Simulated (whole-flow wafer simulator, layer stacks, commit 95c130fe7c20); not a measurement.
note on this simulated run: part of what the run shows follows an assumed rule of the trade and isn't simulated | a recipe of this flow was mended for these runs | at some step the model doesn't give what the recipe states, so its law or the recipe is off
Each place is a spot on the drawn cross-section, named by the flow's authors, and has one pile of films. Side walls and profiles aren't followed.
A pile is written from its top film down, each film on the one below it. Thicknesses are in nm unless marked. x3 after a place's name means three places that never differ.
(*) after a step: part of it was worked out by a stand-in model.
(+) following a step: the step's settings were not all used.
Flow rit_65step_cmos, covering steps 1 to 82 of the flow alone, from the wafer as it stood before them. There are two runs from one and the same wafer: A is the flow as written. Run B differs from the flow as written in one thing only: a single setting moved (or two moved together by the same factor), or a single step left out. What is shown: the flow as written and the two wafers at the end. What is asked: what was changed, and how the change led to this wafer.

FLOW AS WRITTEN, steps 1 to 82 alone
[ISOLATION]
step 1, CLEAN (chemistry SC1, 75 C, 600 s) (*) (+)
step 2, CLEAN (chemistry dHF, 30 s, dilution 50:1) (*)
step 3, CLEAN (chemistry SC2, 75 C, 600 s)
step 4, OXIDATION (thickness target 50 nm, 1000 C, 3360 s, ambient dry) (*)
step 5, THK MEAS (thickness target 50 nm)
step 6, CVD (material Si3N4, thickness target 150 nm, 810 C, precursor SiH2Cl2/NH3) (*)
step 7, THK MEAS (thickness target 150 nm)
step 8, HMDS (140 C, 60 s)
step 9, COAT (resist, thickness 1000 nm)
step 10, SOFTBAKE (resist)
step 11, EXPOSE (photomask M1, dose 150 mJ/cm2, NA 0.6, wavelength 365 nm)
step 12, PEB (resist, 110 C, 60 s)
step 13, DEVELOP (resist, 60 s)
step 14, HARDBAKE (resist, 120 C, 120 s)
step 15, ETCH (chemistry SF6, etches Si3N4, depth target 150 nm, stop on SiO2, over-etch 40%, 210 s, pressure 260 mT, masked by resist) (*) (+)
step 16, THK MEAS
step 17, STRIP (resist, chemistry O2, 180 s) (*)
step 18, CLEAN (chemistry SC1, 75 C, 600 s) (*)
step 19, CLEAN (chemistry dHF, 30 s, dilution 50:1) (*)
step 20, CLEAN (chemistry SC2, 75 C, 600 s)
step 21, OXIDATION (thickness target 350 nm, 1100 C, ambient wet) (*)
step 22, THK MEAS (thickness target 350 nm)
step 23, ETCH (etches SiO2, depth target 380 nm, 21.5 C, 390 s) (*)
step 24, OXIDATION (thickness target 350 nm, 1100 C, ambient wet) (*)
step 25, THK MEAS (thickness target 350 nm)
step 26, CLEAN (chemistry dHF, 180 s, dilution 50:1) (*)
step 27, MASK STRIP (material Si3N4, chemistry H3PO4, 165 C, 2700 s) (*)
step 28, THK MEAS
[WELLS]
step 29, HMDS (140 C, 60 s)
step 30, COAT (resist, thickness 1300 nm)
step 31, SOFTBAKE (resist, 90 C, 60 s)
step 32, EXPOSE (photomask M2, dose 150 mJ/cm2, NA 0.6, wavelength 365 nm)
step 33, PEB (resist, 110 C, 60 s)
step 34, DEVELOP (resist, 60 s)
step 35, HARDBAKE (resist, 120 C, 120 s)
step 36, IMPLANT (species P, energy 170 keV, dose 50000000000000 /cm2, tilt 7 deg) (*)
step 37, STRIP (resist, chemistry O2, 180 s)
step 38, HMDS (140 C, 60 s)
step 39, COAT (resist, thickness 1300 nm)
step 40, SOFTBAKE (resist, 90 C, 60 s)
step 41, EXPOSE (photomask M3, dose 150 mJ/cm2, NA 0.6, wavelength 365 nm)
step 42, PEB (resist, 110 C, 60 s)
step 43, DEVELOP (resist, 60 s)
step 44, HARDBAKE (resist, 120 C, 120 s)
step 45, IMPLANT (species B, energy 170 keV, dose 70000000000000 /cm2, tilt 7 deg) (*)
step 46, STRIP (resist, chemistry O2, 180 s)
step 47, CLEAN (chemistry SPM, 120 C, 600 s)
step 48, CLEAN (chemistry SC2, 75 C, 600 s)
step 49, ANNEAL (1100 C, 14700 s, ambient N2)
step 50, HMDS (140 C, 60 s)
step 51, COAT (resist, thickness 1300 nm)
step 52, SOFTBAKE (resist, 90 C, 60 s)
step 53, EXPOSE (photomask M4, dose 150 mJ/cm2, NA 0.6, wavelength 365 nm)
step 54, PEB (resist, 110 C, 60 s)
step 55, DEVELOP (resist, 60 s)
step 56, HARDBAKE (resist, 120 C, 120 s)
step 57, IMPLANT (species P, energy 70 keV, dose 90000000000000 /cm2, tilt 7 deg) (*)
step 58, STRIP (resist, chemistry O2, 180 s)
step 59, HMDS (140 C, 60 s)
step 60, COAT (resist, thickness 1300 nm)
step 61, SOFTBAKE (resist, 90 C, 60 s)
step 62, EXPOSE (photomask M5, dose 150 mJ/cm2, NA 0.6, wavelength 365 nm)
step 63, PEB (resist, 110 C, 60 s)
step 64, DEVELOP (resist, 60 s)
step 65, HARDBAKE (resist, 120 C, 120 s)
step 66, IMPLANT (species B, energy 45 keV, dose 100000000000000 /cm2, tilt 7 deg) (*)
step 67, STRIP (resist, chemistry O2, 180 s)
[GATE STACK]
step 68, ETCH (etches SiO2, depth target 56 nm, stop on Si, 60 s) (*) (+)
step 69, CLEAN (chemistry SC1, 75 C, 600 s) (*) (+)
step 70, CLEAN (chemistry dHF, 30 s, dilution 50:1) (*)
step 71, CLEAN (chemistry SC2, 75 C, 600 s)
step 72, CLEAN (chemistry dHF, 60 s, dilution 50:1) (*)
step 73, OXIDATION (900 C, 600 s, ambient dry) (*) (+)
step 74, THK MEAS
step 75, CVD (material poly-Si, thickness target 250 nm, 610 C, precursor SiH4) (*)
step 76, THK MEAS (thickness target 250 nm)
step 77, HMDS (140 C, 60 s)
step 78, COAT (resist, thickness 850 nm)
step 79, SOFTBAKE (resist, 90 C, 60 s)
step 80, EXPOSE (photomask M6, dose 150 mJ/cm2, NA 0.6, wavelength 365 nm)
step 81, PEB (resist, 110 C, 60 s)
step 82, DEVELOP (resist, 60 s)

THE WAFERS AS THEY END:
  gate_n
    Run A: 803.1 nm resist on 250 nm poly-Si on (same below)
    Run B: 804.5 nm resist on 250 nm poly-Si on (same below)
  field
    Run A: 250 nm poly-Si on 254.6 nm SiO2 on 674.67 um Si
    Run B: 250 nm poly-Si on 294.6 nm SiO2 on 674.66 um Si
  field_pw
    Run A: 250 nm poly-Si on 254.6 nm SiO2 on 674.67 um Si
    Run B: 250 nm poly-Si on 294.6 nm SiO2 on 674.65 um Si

Cause: step 24, OXIDATION: thickness target 392 nm was run, though the flow has thickness target 350 nm; step 26, CLEAN: 202 s was run, where the flow has 180 s.

The path from the change to this, step by step:
  step 24, OXIDATION (thickness target 350 nm, 1100 C, ambient wet) (*)
      active_n, active_p, gate_n and 7 more: A SiO2 gains 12 (new film), Si3N4 loses 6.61 | B SiO2 gains 13.9 (new film), Si3N4 loses 7.65
      field, field_pw, field_nw, field_p: A SiO2 gains 350 (new film), Si loses 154 | B SiO2 gains 392 (new film), Si loses 172.5
  step 26, CLEAN (chemistry dHF, 180 s, dilution 50:1) (*)
      active_n, active_p, gate_n and 7 more: A SiO2 loses 12 (all of it), Si3N4 loses 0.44 | B SiO2 loses 13.9 (all of it), Si3N4 loses 0.45
      field, field_pw, field_nw, field_p: A SiO2 loses 16.7 | B SiO2 loses 18.7
